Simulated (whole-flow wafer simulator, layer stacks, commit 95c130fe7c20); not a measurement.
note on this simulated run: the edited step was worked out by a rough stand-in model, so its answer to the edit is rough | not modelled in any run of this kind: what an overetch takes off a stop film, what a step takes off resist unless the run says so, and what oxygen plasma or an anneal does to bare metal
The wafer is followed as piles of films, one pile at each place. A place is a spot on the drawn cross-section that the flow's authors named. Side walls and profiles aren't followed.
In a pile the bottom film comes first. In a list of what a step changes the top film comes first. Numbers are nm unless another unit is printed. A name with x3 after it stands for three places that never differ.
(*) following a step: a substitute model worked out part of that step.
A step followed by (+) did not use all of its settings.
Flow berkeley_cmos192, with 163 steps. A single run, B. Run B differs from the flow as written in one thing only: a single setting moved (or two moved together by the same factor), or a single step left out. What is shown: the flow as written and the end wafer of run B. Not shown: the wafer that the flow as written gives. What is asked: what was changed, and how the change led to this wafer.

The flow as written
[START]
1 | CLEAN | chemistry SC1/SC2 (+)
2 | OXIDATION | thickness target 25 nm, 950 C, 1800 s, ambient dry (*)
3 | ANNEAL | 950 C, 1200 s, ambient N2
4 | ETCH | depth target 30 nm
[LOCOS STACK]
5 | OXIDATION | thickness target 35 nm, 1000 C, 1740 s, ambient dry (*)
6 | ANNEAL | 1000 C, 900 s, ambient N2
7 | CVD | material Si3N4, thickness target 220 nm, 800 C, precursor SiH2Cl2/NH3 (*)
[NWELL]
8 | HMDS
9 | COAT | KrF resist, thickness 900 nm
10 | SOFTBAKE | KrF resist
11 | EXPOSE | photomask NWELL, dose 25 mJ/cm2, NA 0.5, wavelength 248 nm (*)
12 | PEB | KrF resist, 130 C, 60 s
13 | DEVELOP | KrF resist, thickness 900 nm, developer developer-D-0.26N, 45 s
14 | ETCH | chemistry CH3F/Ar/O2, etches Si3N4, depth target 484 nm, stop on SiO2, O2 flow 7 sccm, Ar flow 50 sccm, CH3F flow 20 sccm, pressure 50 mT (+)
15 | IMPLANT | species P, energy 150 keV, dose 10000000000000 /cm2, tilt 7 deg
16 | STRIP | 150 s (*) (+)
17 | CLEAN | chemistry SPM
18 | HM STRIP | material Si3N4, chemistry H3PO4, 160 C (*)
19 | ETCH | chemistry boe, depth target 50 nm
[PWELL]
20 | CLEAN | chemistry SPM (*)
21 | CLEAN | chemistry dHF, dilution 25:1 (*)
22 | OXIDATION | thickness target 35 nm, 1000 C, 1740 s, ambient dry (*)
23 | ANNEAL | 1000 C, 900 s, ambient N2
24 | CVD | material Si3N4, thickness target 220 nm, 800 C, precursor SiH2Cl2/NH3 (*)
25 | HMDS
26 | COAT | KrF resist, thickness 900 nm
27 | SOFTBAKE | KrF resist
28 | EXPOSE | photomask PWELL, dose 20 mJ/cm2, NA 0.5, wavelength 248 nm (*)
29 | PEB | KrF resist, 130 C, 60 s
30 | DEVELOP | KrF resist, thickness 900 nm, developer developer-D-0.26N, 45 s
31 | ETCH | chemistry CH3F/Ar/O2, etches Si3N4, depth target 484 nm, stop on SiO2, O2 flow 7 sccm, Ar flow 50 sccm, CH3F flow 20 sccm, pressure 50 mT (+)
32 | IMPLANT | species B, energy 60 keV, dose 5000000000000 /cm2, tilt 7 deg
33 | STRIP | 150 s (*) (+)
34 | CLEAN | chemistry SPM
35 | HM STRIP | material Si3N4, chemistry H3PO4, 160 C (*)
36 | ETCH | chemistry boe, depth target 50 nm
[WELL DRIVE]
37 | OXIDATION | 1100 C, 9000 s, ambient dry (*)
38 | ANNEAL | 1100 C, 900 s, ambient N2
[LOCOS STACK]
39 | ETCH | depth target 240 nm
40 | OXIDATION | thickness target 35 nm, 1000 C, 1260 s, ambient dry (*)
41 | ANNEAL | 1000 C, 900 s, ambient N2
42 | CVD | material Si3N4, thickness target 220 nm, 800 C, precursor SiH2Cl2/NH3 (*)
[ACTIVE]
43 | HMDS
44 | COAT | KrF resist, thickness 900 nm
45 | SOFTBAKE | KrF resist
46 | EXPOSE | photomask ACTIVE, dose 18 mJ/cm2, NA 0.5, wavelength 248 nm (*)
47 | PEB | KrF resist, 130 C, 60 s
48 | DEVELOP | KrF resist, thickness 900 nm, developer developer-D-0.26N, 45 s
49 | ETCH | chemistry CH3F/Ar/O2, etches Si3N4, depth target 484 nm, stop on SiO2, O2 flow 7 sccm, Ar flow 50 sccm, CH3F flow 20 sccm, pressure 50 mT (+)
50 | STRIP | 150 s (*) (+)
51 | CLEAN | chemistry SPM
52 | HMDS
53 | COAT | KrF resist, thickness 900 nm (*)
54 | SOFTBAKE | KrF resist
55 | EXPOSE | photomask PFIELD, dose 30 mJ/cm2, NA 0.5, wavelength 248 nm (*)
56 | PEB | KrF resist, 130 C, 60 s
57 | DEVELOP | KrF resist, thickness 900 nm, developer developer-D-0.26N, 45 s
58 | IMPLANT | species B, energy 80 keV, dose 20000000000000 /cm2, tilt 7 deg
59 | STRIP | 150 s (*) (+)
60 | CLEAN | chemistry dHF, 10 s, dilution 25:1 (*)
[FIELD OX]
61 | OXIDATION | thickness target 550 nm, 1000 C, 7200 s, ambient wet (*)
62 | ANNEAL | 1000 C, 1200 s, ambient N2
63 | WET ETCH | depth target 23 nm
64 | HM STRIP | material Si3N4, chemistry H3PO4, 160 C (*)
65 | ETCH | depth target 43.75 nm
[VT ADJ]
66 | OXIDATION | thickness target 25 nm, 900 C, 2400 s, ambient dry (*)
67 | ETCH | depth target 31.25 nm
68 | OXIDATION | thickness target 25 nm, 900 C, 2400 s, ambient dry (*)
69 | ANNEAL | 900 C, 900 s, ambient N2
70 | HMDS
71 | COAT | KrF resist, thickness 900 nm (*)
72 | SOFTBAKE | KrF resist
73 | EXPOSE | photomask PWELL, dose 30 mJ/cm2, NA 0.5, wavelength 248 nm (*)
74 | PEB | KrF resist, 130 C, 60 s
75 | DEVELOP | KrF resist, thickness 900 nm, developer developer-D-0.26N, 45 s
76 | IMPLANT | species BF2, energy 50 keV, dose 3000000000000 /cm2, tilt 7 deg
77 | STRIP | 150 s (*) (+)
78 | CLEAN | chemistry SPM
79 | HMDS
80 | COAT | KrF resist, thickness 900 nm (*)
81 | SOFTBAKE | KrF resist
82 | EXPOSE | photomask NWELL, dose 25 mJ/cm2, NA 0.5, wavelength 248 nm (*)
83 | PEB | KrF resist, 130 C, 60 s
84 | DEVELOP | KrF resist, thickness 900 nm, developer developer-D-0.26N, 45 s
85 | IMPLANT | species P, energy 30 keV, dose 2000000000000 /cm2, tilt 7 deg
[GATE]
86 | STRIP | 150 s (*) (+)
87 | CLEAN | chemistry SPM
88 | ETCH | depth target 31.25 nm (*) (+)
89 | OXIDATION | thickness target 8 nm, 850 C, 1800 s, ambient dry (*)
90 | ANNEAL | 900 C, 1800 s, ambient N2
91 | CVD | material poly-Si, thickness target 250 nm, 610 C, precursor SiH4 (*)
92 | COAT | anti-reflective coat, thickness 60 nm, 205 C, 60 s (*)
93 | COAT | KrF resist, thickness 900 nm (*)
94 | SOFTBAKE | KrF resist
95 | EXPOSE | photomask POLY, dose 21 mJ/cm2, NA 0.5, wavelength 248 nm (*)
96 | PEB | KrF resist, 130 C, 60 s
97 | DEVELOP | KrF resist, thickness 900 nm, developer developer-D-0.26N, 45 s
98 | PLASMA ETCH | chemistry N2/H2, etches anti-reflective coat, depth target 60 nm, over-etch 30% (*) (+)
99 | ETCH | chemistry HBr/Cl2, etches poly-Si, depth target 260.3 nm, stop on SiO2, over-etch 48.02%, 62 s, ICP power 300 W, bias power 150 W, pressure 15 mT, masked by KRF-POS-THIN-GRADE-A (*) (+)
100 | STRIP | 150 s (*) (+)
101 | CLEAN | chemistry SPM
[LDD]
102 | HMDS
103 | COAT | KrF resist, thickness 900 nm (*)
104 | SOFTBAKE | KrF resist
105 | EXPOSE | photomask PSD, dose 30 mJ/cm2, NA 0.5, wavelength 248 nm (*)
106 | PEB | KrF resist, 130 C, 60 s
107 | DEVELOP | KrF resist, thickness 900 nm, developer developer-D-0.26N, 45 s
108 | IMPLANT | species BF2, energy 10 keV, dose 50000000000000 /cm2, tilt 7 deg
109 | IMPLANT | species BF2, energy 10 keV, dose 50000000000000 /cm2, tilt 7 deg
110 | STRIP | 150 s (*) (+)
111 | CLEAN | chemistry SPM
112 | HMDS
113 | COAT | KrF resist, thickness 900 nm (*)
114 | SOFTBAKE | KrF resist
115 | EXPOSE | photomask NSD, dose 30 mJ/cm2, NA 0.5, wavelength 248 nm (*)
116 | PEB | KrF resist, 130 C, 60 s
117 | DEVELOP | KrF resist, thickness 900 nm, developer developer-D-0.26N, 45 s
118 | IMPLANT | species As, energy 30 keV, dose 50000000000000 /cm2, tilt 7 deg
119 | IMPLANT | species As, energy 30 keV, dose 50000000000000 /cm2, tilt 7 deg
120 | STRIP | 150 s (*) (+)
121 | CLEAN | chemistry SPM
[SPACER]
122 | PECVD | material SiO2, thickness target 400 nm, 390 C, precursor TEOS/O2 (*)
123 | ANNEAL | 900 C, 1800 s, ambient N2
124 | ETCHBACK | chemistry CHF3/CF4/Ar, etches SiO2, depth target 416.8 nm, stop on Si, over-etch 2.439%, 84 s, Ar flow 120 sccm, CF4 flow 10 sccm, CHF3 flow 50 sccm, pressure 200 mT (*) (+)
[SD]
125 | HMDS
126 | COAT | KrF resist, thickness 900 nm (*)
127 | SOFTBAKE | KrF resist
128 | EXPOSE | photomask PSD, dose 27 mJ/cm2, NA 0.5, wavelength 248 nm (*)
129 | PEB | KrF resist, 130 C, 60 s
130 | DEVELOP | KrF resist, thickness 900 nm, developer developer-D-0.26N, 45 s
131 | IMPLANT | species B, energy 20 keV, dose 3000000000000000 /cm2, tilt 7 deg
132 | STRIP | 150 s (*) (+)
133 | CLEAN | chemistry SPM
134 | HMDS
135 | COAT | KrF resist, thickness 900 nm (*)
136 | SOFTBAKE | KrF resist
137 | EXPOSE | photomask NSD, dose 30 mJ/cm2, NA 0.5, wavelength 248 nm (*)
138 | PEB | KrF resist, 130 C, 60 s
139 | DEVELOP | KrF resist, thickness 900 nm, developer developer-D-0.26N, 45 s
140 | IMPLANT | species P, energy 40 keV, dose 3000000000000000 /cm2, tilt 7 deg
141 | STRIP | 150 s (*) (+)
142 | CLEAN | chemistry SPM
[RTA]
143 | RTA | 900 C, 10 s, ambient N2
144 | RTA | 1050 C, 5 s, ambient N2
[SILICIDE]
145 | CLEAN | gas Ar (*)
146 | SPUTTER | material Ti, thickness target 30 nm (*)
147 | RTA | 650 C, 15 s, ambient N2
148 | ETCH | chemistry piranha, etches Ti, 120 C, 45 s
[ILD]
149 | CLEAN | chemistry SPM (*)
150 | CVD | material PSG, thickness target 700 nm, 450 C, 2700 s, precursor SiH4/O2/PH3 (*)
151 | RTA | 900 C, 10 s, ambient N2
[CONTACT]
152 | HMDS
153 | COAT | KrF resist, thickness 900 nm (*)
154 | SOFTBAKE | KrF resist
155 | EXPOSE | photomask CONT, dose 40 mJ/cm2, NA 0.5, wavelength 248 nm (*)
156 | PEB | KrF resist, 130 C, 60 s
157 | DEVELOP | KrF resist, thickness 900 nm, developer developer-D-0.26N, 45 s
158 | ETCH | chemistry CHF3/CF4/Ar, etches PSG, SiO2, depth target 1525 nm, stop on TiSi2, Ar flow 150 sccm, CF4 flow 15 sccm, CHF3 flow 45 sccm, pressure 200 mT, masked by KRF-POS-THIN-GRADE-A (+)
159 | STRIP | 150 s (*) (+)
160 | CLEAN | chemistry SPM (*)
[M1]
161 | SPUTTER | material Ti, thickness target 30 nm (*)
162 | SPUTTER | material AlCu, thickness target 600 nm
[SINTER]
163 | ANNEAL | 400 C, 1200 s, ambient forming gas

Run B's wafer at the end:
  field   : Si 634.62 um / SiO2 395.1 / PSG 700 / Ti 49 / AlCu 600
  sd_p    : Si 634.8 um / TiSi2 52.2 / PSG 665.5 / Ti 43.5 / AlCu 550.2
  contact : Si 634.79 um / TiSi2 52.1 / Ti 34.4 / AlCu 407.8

The reason: step 161, SPUTTER: thickness target 49 nm was run, whereas the flow has thickness target 30 nm.
The wafer itself shows it: field has Ti 49, and step 161 as written asks for 30 nm.

The path from the change to this, step by step:
  161 | SPUTTER | material Ti, thickness target 30 nm (*)
      field, sd_n, spacer_n, gate, spacer_p, gate_p, m1: Ti gains 49 (new film) (in the flow as written it would be: Ti gains 30 (new film))
      sd_p: Ti gains 43.5 (new film) (in the flow as written it would be: Ti gains 26.6 (new film))
      (as well as at 1 more place)
